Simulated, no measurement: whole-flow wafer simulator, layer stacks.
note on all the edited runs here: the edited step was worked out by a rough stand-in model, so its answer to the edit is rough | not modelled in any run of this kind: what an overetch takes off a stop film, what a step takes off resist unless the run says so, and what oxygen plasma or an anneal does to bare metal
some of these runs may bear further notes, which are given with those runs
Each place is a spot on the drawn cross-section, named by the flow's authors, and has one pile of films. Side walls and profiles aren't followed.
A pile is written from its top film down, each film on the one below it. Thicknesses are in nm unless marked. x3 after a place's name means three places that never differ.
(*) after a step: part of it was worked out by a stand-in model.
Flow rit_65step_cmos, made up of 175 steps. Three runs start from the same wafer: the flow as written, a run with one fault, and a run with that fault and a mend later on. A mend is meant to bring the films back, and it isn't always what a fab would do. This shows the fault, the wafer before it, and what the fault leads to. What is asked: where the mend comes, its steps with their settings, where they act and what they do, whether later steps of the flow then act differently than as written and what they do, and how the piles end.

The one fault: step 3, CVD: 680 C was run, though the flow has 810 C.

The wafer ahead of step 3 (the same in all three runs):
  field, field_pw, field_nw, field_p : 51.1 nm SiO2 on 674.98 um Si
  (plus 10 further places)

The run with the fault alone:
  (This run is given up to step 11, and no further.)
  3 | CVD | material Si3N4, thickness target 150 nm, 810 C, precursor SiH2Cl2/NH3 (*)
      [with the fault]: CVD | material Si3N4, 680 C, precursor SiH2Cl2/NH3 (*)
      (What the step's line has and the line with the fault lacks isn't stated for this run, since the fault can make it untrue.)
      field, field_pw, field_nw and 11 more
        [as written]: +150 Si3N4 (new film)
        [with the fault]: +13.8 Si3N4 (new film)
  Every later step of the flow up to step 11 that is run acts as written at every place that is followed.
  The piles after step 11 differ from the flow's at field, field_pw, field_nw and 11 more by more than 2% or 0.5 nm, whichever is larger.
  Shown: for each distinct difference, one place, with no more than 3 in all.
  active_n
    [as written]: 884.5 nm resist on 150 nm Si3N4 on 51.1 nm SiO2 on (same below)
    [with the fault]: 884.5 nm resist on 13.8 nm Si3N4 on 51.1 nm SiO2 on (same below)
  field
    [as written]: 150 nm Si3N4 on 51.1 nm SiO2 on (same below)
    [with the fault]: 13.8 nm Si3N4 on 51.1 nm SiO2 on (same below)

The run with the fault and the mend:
  The mend stands after step 11.
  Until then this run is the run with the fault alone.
  11a | STRIP | resist, chemistry O2, 180 s (*)
      active_n, active_p, gate_n and 7 more
        -884.5 resist (all of it)
  11b | CLEAN | chemistry SC2, 75 C, 600 s
      does not change any film at any place that is followed
  11c | CVD | material Si3N4, thickness target 136 nm, 810 C, precursor SiH2Cl2/NH3 (*) (the flow's step 3, run once more with other settings)
      field, field_pw, field_nw and 11 more
        +136 Si3N4
  11d | HMDS | 140 C, 60 s (the flow's step 5, run once more)
      does not change any film at any place that is followed
  11e | COAT | resist, thickness 1000 nm (the flow's step 6, run once more)
      field, field_pw, field_nw and 11 more
        +1000 resist (new film)
  11f | SOFTBAKE | resist, 90 C, 60 s (the flow's step 7, run once more)
      does not change any film at any place that is followed
  11g | EXPOSE | photomask M1, dose 225 mJ/cm2, NA 0.6, wavelength 365 nm (the flow's step 8, run once more)
      does not change any film at any place that is followed
  11h | PEB | resist, 110 C, 60 s (the flow's step 9, run once more)
      field, field_pw, field_nw and 11 more
        -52 resist
  11i | DEVELOP | resist, thickness 1000 nm, 50 s (the flow's step 10, run once more)
      field, field_pw, field_nw, field_p
        -948 resist (all of it)
  11j | HARDBAKE | resist, 140 C, 60 s (the flow's step 11, run once more)
      active_n, active_p, gate_n and 7 more
        -63.5 resist
  Every later step of the flow that is run acts as written, at every place that is followed, to within 2% or 0.5 nm, whichever is larger.
  The piles end the same as the flow's at every place that both follow.
